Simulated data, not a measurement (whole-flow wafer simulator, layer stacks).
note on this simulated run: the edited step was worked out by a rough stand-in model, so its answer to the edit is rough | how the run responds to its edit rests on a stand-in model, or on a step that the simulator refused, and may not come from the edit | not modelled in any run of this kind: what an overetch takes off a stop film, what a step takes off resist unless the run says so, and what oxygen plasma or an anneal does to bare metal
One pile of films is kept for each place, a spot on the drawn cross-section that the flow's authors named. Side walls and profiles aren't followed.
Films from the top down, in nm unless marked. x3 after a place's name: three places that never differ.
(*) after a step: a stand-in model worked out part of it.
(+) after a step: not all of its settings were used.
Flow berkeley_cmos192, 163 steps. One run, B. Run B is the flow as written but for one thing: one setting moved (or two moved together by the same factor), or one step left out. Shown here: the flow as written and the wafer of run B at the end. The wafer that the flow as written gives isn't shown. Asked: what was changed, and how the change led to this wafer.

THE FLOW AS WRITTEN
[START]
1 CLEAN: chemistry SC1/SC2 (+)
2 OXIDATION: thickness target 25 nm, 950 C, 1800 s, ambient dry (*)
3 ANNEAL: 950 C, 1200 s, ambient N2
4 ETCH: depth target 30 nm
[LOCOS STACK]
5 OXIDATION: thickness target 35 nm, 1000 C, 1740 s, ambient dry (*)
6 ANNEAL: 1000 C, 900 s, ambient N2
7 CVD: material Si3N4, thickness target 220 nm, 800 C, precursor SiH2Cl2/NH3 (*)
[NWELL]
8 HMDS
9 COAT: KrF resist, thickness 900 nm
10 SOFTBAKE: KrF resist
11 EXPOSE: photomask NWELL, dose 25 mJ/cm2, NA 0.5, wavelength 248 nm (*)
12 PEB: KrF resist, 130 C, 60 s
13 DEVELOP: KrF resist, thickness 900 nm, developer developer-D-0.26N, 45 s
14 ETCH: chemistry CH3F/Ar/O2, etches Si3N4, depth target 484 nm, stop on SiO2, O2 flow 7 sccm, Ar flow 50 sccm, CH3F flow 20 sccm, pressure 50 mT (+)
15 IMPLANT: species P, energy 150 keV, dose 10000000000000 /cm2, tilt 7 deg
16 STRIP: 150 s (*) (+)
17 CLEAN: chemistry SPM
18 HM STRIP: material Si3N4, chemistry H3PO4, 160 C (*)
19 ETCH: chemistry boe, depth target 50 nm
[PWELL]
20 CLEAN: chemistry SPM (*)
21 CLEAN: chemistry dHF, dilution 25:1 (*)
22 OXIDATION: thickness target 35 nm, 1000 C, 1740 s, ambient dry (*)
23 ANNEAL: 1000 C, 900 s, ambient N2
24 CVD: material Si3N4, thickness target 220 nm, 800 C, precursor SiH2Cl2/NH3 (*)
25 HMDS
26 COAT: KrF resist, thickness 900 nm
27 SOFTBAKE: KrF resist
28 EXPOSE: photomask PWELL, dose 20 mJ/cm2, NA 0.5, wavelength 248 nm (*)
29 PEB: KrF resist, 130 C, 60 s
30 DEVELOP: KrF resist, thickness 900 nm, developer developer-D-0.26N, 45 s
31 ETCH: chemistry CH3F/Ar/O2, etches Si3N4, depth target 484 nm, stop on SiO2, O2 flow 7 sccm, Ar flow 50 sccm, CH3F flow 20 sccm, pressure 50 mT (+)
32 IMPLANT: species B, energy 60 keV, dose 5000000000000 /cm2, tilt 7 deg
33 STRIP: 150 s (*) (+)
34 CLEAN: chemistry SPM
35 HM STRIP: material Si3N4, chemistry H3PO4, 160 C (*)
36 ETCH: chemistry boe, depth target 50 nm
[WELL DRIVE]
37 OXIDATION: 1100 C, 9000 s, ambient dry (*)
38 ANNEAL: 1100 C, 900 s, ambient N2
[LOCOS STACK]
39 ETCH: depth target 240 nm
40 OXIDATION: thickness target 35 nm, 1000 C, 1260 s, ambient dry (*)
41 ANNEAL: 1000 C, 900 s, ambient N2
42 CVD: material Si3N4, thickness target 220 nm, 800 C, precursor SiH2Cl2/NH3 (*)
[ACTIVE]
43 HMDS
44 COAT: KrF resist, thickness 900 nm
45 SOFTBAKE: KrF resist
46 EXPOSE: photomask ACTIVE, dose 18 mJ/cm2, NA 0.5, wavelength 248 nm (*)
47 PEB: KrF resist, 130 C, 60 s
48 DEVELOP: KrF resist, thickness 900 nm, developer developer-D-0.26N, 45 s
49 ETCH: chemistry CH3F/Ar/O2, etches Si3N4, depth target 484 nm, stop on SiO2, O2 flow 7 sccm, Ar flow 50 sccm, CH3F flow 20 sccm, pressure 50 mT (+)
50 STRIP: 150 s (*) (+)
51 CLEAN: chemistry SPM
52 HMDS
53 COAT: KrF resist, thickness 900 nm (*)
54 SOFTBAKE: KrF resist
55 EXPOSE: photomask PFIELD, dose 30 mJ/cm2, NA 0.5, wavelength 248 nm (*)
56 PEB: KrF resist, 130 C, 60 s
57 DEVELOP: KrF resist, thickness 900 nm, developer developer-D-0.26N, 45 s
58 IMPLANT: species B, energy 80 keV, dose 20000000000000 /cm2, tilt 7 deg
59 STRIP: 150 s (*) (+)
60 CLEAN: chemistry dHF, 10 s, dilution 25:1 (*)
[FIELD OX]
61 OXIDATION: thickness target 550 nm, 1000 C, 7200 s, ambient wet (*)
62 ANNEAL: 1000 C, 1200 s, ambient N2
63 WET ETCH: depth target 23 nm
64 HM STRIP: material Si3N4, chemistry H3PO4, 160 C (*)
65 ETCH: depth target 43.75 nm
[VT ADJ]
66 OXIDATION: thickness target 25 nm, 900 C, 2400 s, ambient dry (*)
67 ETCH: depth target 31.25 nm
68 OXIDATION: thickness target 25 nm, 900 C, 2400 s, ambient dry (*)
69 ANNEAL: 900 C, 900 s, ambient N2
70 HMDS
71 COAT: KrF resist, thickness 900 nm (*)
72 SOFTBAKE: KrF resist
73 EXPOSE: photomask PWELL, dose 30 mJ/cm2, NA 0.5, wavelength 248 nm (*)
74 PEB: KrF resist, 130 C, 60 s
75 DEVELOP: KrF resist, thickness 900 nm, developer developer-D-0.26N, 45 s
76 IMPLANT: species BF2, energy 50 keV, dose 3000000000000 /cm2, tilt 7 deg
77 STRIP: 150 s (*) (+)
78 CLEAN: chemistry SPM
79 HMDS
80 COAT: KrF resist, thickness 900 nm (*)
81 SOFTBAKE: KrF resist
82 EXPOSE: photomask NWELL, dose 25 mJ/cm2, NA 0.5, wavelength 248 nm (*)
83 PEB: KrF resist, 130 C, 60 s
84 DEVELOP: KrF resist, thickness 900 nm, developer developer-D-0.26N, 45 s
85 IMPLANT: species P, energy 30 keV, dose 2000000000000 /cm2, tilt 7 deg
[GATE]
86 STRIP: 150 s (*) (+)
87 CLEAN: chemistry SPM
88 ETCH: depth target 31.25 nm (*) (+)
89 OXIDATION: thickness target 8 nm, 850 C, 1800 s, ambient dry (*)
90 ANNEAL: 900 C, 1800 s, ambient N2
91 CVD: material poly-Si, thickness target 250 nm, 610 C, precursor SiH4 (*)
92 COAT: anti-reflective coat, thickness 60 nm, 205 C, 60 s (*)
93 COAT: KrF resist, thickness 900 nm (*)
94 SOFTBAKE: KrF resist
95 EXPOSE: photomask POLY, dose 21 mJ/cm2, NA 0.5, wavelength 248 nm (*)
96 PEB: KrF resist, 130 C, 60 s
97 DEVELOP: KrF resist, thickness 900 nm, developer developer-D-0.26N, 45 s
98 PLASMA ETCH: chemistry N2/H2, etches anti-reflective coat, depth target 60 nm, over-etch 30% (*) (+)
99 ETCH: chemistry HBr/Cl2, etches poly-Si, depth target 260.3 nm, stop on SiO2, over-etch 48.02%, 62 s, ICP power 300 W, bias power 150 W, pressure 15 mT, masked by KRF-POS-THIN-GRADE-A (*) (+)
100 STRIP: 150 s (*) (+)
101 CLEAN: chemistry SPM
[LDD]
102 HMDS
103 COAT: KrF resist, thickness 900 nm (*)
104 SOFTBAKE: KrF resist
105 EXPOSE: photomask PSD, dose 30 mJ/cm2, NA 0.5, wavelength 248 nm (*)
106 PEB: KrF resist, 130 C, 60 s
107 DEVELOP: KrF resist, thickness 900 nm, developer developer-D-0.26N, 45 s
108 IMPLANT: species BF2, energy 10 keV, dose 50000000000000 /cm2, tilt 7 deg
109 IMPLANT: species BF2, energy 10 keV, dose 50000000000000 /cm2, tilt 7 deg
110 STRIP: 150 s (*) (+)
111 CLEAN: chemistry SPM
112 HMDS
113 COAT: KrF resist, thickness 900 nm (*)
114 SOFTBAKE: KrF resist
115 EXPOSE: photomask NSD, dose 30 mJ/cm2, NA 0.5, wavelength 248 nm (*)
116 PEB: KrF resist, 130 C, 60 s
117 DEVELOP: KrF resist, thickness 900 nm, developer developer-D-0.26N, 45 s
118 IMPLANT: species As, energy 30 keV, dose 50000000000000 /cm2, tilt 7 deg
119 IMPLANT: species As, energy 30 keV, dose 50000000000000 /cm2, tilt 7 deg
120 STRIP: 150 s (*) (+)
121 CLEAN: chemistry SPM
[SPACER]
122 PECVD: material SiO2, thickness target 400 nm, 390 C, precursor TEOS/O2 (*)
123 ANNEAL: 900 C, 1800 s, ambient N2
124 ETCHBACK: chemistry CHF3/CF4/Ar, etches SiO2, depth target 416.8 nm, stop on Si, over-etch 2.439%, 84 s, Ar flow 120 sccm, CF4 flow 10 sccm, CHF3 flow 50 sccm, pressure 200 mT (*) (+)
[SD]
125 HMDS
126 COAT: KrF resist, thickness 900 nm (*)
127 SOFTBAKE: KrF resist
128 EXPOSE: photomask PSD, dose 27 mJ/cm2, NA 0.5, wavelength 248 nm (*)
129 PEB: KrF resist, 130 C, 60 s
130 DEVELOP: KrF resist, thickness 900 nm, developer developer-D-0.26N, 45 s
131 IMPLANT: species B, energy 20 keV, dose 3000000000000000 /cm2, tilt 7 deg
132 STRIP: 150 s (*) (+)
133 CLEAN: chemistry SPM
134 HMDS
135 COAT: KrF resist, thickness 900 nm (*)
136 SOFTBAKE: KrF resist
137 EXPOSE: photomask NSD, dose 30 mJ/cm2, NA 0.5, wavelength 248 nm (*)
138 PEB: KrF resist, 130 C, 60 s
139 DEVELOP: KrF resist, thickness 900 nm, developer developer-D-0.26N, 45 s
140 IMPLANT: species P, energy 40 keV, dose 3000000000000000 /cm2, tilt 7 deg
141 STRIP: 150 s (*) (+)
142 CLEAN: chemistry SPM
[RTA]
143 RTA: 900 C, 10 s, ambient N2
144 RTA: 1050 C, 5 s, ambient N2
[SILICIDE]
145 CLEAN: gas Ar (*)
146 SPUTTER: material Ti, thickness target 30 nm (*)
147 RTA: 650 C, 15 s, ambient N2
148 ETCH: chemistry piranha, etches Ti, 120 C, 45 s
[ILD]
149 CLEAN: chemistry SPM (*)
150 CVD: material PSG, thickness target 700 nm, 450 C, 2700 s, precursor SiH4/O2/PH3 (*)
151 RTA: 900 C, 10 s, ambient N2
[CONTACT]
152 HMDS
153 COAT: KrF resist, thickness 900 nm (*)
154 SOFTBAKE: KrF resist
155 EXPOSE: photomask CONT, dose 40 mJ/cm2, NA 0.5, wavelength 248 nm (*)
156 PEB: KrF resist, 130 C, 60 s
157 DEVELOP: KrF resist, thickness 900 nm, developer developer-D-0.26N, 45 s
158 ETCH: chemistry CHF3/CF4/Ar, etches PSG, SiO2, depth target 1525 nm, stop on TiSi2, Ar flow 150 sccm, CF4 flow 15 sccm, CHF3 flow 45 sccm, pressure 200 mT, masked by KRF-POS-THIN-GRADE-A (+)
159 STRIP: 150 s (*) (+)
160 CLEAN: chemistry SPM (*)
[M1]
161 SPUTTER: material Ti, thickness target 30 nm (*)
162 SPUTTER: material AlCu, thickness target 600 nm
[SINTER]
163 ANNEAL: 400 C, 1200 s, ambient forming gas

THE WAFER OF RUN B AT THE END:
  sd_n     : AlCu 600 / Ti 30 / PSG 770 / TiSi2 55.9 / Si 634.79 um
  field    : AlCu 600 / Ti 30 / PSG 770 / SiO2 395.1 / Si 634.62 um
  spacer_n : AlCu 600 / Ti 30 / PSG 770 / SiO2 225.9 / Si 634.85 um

The cause: step 150, CVD: thickness target 770 nm was run, where the flow has thickness target 700 nm.
It can be read off the wafer: sd_n has PSG 770, and step 150 as written asks for 700 nm.

How the change led to this, step by step:
  150 CVD: material PSG, thickness target 700 nm, 450 C, 2700 s, precursor SiH4/O2/PH3 (*)
      field, sd_n, spacer_n, gate, spacer_p, gate_p, contact, m1: PSG +770 (new film) (as written it would be: PSG +700 (new film))
      sd_p: PSG +730.9 (new film) (as written it would be: PSG +665.5 (new film))
  158 ETCH: chemistry CHF3/CF4/Ar, etches PSG, SiO2, depth target 1525 nm, stop on TiSi2, Ar flow 150 sccm, CF4 flow 15 sccm, CHF3 flow 45 sccm, pressure 200 mT, masked by KRF-POS-THIN-GRADE-A (+)
      field, sd_n, spacer_n, gate, sd_p, spacer_p, gate_p, m1: KrF resist -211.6 (as written it would be: KrF resist -194.1)
      contact: PSG -770 (all of it), TiSi2 -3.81 (as written it would be: PSG -700 (all of it), TiSi2 -3.81)
  159 STRIP: 150 s (*) (+)
      field: KrF resist -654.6 (all of it) (as written it would be: KrF resist -671.6 (all of it))
      sd_n: KrF resist -775.2 (all of it) (as written it would be: KrF resist -792.3 (all of it))
      (and at 5 more places)
  161 SPUTTER: material Ti, thickness target 30 nm (*)
      contact: Ti +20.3 (new film) (as written it would be: Ti +21.1 (new film))
  162 SPUTTER: material AlCu, thickness target 600 nm
      contact: AlCu +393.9 (new film) (as written it would be: AlCu +410.9 (new film))
